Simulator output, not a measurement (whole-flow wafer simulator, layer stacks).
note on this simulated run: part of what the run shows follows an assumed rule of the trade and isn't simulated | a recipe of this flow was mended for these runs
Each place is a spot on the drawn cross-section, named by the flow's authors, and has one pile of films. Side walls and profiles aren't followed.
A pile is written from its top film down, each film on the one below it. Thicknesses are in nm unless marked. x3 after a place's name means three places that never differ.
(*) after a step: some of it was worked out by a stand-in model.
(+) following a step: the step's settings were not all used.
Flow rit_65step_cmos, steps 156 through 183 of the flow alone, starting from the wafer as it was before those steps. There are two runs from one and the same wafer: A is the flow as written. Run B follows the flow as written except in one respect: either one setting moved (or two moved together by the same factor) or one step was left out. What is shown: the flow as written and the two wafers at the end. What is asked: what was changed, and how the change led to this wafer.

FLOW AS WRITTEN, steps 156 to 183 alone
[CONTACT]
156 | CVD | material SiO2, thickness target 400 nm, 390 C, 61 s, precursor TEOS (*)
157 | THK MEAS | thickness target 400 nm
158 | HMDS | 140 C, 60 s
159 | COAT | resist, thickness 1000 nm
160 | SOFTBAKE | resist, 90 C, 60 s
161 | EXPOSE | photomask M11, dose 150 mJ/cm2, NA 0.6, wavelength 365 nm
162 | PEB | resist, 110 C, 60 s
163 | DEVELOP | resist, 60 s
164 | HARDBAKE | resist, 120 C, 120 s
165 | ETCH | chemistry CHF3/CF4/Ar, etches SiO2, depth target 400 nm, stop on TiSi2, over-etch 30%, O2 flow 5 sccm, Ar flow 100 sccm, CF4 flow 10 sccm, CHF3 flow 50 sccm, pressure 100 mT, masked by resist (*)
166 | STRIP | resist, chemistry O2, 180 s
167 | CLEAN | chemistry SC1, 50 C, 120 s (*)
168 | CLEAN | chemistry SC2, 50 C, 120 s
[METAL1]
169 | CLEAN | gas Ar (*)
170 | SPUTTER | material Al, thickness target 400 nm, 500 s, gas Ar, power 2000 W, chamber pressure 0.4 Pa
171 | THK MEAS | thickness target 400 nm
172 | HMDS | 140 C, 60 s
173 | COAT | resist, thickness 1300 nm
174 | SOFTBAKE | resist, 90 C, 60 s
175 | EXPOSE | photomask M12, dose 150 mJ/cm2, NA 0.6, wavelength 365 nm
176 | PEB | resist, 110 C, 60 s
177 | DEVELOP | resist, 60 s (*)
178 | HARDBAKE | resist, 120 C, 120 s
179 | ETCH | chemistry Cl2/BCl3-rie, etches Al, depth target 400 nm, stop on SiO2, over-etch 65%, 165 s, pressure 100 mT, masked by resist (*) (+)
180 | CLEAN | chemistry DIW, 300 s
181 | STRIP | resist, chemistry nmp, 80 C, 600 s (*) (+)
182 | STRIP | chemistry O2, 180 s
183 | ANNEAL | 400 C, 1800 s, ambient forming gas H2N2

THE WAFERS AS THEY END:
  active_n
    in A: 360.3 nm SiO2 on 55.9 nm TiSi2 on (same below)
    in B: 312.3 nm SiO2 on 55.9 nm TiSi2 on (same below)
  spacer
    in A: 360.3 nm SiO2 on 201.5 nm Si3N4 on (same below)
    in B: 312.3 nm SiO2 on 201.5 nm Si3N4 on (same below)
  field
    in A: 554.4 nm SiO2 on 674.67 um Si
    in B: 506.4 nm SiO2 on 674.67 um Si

The reason: step 156, CVD: thickness target 352 nm was run, though the flow has thickness target 400 nm; step 156, CVD: 54 s was run, where the flow has 61 s.

The path from the change to this, step by step:
  156 | CVD | material SiO2, thickness target 400 nm, 390 C, 61 s, precursor TEOS (*)
      active_n, active_p, gate_n and 7 more: A SiO2 gains 400 (new film) | B SiO2 gains 352 (new film)
      field, field_pw, field_nw, field_p: A SiO2 gains 400 | B SiO2 gains 352
  165 | ETCH | chemistry CHF3/CF4/Ar, etches SiO2, depth target 400 nm, stop on TiSi2, over-etch 30%, O2 flow 5 sccm, Ar flow 100 sccm, CF4 flow 10 sccm, CHF3 flow 50 sccm, pressure 100 mT, masked by resist (*)
      field, field_pw, field_nw and 10 more: A resist loses 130 | B resist loses 114.4
      contact: A SiO2 loses 400 (all of it), TiSi2 loses 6 | B SiO2 loses 352 (all of it), TiSi2 loses 8.4
  166 | STRIP | resist, chemistry O2, 180 s
      gate_n: A resist loses 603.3 (all of it) | B resist loses 617.9 (all of it)
      gate_p: A resist loses 603.2 (all of it) | B resist loses 617.8 (all of it)
      (as well as at 2 more places)
  170 | SPUTTER | material Al, thickness target 400 nm, 500 s, gas Ar, power 2000 W, chamber pressure 0.4 Pa
      contact: A Al gains 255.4 (new film) | B Al gains 269.4 (new film)
  173 | COAT | resist, thickness 1300 nm
      contact: A resist gains 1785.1 (new film) | B resist gains 1734.2 (new film)
  176 | PEB | resist, 110 C, 60 s
      contact: A resist loses 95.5 | B resist loses 92.6
  178 | HARDBAKE | resist, 120 C, 120 s
      contact: A resist loses 62.1 | B resist loses 60.2
  181 | STRIP | resist, chemistry nmp, 80 C, 600 s (*) (+)
      contact: A resist loses 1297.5 (all of it) | B resist loses 1251.4 (all of it)
